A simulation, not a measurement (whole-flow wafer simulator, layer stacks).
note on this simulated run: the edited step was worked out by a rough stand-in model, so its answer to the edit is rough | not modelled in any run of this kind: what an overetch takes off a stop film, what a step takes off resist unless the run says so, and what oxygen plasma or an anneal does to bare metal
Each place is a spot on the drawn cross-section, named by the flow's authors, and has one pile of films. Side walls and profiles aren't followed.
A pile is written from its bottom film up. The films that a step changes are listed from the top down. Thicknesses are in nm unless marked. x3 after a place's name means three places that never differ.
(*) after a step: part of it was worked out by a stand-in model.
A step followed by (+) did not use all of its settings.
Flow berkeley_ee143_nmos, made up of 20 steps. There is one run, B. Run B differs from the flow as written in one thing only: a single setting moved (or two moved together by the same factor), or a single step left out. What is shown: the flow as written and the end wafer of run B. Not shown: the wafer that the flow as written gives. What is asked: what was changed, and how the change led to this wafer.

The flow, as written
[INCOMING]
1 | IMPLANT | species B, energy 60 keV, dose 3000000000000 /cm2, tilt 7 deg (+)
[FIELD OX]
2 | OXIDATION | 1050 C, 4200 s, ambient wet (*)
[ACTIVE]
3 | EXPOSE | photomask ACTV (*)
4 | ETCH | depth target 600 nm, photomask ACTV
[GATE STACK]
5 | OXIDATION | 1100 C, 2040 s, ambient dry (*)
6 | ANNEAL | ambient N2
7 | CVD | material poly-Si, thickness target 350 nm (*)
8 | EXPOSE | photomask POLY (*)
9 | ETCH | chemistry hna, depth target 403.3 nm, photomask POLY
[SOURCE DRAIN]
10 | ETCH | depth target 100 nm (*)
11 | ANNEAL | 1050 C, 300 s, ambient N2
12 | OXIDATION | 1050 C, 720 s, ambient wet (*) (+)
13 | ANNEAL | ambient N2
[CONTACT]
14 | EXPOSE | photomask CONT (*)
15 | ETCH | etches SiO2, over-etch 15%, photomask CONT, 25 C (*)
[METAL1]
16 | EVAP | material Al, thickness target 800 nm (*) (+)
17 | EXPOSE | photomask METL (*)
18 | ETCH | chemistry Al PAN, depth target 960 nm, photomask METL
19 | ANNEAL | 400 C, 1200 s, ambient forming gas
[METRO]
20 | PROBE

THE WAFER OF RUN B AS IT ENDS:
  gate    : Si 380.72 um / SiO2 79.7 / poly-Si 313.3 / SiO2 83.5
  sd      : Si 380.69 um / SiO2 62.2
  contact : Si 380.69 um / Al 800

The reason: step 12, OXIDATION: 945 C was run, whereas the flow has 1050 C.

The path from the change to this, step by step:
  12 | OXIDATION | 1050 C, 720 s, ambient wet (*) (+)
      sd, contact: +62.2 SiO2 (new film), -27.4 Si (as written it would have been: +189.4 SiO2 (new film), -83.4 Si)
      gate: +83.5 SiO2 (new film), -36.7 poly-Si (as written it would have been: +217.6 SiO2 (new film), -95.7 poly-Si)
      (as well as at 1 more place)
  15 | ETCH | etches SiO2, over-etch 15%, photomask CONT, 25 C (*)
      contact: -62.2 SiO2 (all of it) (as written it would have been: -189.4 SiO2 (all of it))
